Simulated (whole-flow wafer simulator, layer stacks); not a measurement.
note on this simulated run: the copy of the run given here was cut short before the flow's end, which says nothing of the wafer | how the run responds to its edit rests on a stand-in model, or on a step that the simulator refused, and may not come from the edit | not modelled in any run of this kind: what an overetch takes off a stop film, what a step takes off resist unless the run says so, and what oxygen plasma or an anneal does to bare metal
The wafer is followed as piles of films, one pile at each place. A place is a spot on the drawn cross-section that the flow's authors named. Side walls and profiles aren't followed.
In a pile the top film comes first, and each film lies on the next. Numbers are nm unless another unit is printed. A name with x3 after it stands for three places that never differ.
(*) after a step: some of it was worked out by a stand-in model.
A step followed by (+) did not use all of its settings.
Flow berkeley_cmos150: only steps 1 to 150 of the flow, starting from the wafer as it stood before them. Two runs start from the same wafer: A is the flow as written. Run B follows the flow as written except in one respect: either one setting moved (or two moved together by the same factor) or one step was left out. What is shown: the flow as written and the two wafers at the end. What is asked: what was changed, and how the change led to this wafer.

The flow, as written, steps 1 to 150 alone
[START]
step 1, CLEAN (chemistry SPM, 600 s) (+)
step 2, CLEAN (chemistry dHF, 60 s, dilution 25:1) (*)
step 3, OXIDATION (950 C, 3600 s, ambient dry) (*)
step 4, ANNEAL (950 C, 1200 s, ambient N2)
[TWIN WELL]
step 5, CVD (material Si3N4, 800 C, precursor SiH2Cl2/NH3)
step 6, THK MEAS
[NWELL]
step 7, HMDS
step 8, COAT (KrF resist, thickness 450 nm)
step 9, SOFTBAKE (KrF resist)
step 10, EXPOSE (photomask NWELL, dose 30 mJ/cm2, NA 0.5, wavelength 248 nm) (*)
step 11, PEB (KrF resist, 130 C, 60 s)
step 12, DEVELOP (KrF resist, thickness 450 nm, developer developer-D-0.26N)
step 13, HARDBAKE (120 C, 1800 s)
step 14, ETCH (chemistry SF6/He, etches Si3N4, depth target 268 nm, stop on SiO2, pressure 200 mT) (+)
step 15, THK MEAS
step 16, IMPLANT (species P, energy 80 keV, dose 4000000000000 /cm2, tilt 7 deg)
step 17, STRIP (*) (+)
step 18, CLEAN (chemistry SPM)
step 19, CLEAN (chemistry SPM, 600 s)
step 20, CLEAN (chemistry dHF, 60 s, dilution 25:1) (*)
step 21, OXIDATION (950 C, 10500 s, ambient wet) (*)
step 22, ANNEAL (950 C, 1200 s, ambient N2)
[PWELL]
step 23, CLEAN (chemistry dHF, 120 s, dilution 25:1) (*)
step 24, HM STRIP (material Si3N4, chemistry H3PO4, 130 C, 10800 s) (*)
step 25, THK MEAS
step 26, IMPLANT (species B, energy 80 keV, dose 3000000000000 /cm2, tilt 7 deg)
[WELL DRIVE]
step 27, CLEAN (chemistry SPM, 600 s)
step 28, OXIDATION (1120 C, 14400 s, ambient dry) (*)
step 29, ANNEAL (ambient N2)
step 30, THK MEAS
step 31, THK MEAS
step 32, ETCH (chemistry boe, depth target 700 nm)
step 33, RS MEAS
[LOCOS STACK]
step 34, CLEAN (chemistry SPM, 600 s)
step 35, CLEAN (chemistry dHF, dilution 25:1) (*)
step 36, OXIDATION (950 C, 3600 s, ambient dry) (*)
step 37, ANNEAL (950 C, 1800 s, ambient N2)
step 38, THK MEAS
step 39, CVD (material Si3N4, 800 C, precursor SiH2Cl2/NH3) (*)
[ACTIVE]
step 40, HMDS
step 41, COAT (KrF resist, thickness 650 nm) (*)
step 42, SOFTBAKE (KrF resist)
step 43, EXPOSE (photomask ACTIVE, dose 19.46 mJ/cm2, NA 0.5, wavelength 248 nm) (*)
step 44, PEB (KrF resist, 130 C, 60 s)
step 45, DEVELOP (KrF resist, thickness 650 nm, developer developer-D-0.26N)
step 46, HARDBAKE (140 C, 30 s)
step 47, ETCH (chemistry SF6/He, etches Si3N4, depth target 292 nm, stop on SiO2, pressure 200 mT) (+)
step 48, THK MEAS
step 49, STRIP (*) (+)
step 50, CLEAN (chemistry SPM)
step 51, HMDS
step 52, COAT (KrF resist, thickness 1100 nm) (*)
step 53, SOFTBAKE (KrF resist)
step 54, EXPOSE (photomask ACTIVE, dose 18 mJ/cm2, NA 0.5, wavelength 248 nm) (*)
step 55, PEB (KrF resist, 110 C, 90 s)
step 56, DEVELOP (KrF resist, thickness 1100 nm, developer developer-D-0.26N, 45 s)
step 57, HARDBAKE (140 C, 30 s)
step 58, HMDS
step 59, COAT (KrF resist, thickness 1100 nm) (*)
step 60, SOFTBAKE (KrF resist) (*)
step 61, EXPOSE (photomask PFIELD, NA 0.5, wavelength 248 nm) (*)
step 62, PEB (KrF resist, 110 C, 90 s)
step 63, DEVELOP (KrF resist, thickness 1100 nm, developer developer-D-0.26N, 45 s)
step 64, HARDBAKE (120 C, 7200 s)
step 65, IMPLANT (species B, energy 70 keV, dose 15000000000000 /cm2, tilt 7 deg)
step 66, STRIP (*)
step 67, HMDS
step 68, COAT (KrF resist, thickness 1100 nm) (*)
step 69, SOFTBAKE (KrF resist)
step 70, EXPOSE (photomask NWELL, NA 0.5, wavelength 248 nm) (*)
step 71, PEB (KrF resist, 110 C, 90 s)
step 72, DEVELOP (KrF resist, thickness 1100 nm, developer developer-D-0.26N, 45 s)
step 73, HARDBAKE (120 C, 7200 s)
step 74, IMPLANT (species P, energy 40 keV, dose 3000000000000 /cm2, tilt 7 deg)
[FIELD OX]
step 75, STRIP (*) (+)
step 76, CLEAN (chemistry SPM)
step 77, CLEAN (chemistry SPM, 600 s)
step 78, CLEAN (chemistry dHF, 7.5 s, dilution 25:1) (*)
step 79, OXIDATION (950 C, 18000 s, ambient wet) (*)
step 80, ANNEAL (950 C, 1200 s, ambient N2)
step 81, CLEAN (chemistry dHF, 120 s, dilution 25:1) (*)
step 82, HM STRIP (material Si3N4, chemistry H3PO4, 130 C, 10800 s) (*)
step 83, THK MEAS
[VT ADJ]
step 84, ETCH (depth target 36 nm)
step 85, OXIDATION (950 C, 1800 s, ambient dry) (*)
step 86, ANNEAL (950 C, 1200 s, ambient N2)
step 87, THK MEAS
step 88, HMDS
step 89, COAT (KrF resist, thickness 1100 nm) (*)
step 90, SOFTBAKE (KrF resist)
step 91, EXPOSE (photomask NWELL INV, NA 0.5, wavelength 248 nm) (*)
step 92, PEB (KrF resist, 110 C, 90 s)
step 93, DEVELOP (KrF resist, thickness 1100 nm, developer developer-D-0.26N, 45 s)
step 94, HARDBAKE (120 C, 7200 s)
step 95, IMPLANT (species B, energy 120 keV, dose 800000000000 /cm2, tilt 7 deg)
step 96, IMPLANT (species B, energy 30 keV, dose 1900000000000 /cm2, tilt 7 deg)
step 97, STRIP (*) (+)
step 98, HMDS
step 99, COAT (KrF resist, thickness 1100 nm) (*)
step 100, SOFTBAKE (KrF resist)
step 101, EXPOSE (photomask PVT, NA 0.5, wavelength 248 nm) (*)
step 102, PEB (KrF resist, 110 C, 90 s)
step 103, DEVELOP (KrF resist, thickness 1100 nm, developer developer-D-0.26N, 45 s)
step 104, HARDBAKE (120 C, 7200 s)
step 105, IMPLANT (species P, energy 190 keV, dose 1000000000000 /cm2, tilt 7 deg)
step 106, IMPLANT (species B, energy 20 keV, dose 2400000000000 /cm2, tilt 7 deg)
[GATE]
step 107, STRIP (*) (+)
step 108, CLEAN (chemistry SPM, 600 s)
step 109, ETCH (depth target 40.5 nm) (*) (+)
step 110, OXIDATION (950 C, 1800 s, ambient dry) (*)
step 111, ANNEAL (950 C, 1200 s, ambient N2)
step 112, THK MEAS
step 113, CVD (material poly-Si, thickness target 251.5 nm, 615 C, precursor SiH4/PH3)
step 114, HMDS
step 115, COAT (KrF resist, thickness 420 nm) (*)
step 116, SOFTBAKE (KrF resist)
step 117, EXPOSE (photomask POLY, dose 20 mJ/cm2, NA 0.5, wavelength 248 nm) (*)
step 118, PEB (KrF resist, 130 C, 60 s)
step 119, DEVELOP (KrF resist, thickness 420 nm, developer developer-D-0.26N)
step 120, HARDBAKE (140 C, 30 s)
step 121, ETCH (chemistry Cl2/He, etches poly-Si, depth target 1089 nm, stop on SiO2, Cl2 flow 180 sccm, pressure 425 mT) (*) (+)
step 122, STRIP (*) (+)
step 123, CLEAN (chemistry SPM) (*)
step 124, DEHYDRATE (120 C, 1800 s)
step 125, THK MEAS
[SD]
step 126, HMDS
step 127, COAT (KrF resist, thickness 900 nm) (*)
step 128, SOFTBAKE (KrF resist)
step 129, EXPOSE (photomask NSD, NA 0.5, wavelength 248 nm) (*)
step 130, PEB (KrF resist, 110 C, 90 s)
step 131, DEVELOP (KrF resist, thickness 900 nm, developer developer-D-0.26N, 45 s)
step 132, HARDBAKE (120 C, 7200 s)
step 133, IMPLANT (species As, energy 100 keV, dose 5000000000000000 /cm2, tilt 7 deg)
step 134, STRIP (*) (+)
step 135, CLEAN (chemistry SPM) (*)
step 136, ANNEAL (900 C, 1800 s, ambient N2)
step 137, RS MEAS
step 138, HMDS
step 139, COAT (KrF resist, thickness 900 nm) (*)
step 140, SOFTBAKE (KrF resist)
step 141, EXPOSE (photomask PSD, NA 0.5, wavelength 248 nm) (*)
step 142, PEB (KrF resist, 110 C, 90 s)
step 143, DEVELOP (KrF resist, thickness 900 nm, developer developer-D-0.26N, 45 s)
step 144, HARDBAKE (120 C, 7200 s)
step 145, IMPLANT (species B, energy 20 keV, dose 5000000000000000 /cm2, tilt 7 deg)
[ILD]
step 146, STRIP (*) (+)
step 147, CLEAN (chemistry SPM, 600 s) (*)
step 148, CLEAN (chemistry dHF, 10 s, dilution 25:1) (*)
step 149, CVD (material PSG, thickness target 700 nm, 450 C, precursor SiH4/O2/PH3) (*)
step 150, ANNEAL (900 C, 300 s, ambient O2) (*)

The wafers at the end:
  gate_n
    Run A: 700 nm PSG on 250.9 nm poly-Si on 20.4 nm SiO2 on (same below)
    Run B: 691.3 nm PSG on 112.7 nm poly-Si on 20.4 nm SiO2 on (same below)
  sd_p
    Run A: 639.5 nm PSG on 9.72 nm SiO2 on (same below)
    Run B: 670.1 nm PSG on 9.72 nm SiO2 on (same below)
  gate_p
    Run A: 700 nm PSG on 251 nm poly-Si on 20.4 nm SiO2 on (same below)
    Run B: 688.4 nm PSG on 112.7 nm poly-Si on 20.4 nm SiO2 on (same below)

The reason: step 113, CVD: thickness target 113.2 nm was run, whereas the flow has thickness target 251.5 nm.

The path from the change to this, step by step:
  step 113, CVD (material poly-Si, thickness target 251.5 nm, 615 C, precursor SiH4/PH3)
      field, field_p, sd_n, gate_n, sd_p, gate_p, contact, m1: A poly-Si gains 251.5 (new film) | B poly-Si gains 113.2 (new film)
  step 115, COAT (KrF resist, thickness 420 nm) (*)
      field: A KrF resist gains 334 (new film) | B KrF resist gains 318.8 (new film)
      sd_n: A KrF resist gains 563.4 (new film) | B KrF resist gains 541 (new film)
  step 119, DEVELOP (KrF resist, thickness 420 nm, developer developer-D-0.26N)
      field: A KrF resist loses 333.5 (all of it) | B KrF resist loses 318.3 (all of it)
      sd_n: A KrF resist loses 562.5 (all of it) | B KrF resist loses 540.2 (all of it)
  step 121, ETCH (chemistry Cl2/He, etches poly-Si, depth target 1089 nm, stop on SiO2, Cl2 flow 180 sccm, pressure 425 mT) (*) (+)
      field, field_p, sd_n, sd_p, contact, m1: A poly-Si loses 251.5 (all of it), SiO2 loses 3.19 | B poly-Si loses 113.2 (all of it), SiO2 loses 3.19
      gate_n, gate_p: A KrF resist loses 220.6 | B KrF resist loses 121.8
  step 122, STRIP (*) (+)
      gate_n: A chemical SiO2 gains 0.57 (new film), KrF resist loses 169.8 (all of it), poly-Si loses 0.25 | B chemical SiO2 gains 0.62 (new film), KrF resist loses 263.6 (all of it), poly-Si loses 0.28
      gate_p: A chemical SiO2 gains 0.57 (new film), KrF resist loses 206.4 (all of it), poly-Si loses 0.25 | B chemical SiO2 gains 0.62 (new film), KrF resist loses 299.5 (all of it), poly-Si loses 0.28
  step 127, COAT (KrF resist, thickness 900 nm) (*)
      gate_n: A KrF resist gains 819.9 (new film) | B KrF resist gains 913.3 (new film)
      sd_p: A KrF resist gains 1133 (new film) | B KrF resist gains 1107.9 (new film)
      (also at 1 further place)
  step 130, PEB (KrF resist, 110 C, 90 s)
      gate_n: A KrF resist loses 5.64 | B KrF resist loses 6.29
      gate_p: A KrF resist loses 6.13 | B KrF resist loses 6.79
  step 131, DEVELOP (KrF resist, thickness 900 nm, developer developer-D-0.26N, 45 s)
      gate_n: A KrF resist loses 814.3 (all of it) | B KrF resist loses 907 (all of it)
  step 132, HARDBAKE (120 C, 7200 s)
      gate_p: A KrF resist loses 14 | B KrF resist loses 15.6
  step 134, STRIP (*) (+)
      sd_p: A KrF resist loses 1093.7 (all of it) | B KrF resist loses 1069.2 (all of it)
      gate_p: A KrF resist loses 855.5 (all of it), chemical SiO2 gains 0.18 | B KrF resist loses 947.8 (all of it), chemical SiO2 gains 0.18
  step 139, COAT (KrF resist, thickness 900 nm) (*)
      gate_n: A KrF resist gains 819.8 (new film) | B KrF resist gains 913.1 (new film)
      sd_p: A KrF resist gains 1133 (new film) | B KrF resist gains 1107.9 (new film)
      (also at 1 further place)
  step 142, PEB (KrF resist, 110 C, 90 s)
      gate_n: A KrF resist loses 5.64 | B KrF resist loses 6.29
      gate_p: A KrF resist loses 6.12 | B KrF resist loses 6.79
  step 143, DEVELOP (KrF resist, thickness 900 nm, developer developer-D-0.26N, 45 s)
      sd_p: A KrF resist loses 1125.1 (all of it) | B KrF resist loses 1100.2 (all of it)
      gate_p: A KrF resist loses 882.7 (all of it) | B KrF resist loses 976.6 (all of it)
  step 144, HARDBAKE (120 C, 7200 s)
      gate_n: A KrF resist loses 12.8 | B KrF resist loses 14.4
  step 146, STRIP (*) (+)
      gate_n: A KrF resist loses 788 (all of it), chemical SiO2 gains 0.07, poly-Si loses 0.03 | B KrF resist loses 879.1 (all of it), chemical SiO2 gains 0.07
  step 149, CVD (material PSG, thickness target 700 nm, 450 C, precursor SiH4/O2/PH3) (*)
      sd_p: A PSG gains 639.5 (new film) | B PSG gains 670.1 (new film)
